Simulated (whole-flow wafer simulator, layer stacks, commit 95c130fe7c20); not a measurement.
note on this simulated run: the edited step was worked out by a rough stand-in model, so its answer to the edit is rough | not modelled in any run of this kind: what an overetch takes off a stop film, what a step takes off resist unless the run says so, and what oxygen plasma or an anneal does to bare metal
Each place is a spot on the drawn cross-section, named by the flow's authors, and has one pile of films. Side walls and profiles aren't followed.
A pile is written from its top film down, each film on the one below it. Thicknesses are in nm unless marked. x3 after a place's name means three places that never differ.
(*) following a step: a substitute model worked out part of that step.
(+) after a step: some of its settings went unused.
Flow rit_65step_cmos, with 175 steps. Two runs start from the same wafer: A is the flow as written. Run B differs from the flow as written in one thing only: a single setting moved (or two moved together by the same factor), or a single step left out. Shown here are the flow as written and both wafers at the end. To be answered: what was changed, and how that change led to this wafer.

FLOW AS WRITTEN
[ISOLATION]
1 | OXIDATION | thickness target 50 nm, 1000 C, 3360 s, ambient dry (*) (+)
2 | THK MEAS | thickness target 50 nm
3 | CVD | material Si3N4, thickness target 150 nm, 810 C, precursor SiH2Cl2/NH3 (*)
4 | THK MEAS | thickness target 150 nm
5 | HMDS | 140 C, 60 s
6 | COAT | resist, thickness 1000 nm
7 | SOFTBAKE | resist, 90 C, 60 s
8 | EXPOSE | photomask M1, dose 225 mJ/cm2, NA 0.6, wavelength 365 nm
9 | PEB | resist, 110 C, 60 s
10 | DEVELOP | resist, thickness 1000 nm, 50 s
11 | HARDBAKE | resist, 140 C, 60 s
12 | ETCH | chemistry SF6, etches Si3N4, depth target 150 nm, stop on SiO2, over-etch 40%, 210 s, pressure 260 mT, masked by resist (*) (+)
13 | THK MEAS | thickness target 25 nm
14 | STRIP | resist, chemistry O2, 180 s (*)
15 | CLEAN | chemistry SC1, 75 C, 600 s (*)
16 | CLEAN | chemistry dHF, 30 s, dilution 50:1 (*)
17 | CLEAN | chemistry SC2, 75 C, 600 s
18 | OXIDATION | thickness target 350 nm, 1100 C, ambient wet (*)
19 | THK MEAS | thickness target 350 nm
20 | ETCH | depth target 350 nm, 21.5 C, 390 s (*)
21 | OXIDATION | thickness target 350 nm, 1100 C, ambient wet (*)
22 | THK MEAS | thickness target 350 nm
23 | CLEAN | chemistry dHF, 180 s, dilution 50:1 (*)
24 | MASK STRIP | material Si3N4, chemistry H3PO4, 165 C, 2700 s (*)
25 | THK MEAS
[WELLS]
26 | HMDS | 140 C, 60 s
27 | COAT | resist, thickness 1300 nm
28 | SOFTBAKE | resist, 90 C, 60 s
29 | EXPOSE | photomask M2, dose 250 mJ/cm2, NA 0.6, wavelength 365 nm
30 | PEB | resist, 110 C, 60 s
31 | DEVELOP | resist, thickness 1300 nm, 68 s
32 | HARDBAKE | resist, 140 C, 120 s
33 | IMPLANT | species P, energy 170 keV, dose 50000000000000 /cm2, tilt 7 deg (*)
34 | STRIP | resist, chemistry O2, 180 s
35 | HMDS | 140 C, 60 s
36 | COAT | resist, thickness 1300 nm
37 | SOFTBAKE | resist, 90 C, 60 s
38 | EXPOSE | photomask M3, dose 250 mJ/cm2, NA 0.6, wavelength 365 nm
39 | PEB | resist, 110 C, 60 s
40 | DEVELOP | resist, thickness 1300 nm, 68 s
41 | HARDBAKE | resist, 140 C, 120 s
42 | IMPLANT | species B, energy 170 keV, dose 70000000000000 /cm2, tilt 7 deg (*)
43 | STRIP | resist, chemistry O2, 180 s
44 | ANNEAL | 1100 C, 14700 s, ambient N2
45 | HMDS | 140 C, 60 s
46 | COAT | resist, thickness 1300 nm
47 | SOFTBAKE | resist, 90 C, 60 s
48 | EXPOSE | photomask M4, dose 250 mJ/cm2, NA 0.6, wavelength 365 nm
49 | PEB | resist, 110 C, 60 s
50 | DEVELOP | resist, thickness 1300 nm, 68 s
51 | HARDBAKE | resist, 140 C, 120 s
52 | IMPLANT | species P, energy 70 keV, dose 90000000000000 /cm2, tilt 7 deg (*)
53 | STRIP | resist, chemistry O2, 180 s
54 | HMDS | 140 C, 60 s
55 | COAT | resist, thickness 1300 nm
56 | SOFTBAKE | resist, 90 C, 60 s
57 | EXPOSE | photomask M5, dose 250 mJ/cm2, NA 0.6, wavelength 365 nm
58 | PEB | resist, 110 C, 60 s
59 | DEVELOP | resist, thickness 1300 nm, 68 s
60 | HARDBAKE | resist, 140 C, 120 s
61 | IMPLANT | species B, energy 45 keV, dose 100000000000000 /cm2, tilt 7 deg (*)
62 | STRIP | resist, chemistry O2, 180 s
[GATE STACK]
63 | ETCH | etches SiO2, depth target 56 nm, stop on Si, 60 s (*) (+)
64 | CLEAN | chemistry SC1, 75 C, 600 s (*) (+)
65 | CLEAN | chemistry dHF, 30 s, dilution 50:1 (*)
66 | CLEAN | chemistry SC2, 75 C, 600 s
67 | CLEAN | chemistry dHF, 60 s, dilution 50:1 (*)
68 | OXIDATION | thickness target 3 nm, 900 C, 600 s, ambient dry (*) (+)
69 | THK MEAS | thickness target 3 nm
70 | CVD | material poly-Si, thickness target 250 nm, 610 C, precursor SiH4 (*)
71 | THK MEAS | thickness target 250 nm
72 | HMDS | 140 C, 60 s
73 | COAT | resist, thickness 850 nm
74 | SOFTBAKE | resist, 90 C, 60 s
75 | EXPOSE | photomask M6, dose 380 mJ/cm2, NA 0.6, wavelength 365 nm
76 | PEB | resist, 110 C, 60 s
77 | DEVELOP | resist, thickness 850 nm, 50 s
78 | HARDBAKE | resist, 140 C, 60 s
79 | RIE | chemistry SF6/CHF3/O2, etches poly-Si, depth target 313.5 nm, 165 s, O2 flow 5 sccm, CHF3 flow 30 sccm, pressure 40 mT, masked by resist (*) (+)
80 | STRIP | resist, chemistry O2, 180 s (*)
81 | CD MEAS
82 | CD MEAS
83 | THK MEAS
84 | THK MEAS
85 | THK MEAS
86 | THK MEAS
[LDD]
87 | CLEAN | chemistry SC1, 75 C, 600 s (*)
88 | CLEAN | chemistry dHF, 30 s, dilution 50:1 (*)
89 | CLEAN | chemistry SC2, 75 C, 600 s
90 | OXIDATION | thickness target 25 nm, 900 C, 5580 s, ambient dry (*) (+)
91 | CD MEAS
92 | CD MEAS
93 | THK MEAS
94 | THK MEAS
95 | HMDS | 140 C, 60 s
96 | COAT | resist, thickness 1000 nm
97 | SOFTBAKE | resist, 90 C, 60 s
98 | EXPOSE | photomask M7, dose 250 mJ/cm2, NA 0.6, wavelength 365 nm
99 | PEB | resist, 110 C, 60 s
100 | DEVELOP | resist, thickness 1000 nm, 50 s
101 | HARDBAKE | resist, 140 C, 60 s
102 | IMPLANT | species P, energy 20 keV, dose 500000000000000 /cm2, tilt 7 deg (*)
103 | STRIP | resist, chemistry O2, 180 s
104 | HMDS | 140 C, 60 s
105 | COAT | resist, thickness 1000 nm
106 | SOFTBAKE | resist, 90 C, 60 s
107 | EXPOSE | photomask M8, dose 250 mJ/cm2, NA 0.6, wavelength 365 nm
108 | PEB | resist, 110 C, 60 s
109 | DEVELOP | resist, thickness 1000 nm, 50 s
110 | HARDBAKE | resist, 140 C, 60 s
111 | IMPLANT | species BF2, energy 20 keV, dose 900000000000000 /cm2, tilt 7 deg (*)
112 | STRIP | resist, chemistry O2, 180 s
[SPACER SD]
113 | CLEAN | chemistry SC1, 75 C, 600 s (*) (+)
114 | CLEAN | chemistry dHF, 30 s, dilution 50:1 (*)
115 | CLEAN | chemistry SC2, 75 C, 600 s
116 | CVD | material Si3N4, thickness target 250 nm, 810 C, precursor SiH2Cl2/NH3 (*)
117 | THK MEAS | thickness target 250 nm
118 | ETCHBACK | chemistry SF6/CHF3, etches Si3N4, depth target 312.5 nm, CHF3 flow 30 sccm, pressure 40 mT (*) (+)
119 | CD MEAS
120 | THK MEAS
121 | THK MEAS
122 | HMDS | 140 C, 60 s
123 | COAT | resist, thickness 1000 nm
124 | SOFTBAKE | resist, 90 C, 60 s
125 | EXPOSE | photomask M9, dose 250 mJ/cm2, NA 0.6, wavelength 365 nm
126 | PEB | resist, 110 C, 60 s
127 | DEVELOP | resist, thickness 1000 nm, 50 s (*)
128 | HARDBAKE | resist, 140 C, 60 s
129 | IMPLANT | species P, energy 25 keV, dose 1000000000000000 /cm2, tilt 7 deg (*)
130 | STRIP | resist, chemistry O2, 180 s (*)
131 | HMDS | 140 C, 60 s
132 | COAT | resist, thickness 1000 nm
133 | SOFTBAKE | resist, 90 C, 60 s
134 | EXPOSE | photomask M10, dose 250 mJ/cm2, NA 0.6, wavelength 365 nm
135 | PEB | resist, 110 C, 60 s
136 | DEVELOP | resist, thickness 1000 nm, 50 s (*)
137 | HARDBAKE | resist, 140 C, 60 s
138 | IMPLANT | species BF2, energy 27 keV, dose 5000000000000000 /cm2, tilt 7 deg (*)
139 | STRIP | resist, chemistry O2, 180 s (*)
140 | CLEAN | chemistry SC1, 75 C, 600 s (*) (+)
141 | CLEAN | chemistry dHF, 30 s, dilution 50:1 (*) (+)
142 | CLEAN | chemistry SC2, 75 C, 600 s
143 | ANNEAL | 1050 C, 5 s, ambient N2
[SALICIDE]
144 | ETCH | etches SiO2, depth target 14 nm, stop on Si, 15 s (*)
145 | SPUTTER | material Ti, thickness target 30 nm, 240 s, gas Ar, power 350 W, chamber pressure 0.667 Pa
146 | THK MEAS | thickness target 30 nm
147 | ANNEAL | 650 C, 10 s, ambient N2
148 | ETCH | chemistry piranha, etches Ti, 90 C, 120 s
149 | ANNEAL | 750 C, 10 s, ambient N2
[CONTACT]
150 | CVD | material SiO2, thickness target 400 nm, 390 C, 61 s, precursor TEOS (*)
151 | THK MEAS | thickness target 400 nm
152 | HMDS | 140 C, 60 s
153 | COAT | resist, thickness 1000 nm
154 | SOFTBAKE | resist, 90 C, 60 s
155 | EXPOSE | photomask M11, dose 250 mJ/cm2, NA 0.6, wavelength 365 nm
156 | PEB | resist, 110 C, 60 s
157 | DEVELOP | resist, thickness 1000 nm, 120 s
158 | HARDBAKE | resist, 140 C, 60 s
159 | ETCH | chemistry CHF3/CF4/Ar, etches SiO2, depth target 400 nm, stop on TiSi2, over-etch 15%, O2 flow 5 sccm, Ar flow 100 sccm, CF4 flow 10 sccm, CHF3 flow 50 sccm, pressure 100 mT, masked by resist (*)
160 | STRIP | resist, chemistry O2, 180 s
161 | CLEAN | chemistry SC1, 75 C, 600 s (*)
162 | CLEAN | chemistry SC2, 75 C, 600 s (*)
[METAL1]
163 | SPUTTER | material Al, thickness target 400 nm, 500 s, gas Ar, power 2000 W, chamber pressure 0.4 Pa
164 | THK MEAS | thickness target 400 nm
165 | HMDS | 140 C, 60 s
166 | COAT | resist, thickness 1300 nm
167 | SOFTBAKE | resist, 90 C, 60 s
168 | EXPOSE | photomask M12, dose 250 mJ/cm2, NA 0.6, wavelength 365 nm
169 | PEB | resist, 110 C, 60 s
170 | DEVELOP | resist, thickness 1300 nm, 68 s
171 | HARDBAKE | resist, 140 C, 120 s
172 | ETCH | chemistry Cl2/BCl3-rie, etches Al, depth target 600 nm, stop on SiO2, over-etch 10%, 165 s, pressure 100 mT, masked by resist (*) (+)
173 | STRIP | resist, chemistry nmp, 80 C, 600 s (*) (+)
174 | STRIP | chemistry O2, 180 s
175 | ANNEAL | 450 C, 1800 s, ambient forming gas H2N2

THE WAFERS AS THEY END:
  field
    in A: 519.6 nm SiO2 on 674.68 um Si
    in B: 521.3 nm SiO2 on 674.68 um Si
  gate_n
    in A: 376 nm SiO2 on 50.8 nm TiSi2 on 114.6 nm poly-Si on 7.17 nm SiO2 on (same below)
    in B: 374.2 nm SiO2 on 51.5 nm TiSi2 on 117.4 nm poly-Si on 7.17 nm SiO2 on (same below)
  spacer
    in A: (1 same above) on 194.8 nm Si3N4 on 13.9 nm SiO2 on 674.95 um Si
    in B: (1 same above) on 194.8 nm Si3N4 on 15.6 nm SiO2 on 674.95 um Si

The reason: step 102, IMPLANT: dose 250000000000000 /cm2 was run, though the flow has dose 500000000000000 /cm2.

Step by step, how the change led to this:
  114 | CLEAN | chemistry dHF, 30 s, dilution 50:1 (*)
      field, active_n, gate_n, spacer, sd_n, contact, m1: A -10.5 SiO2 | B -8.85 SiO2
  118 | ETCHBACK | chemistry SF6/CHF3, etches Si3N4, depth target 312.5 nm, CHF3 flow 30 sccm, pressure 40 mT (*) (+)
      gate_n: A -250 Si3N4 (all of it), -16.3 SiO2 (all of it), -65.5 poly-Si | B -250 Si3N4 (all of it), -18 SiO2 (all of it), -62.1 poly-Si
  147 | ANNEAL | 650 C, 10 s, ambient N2
      gate_n: A -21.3 Ti, +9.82 TiSi first (new film), +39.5 TiSi2 C49 (new film), -41.9 poly-Si | B -21.5 Ti, +10.5 TiSi first (new film), +39.1 TiSi2 C49 (new film), -42.1 poly-Si
  149 | ANNEAL | 750 C, 10 s, ambient N2
      gate_n: A +50.8 TiSi2 (new film), -9.72 TiSi first (all of it), -39.5 TiSi2 C49 (all of it), -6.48 poly-Si | B +51.5 TiSi2 (new film), -10.4 TiSi first (all of it), -39.1 TiSi2 C49 (all of it), -6.96 poly-Si
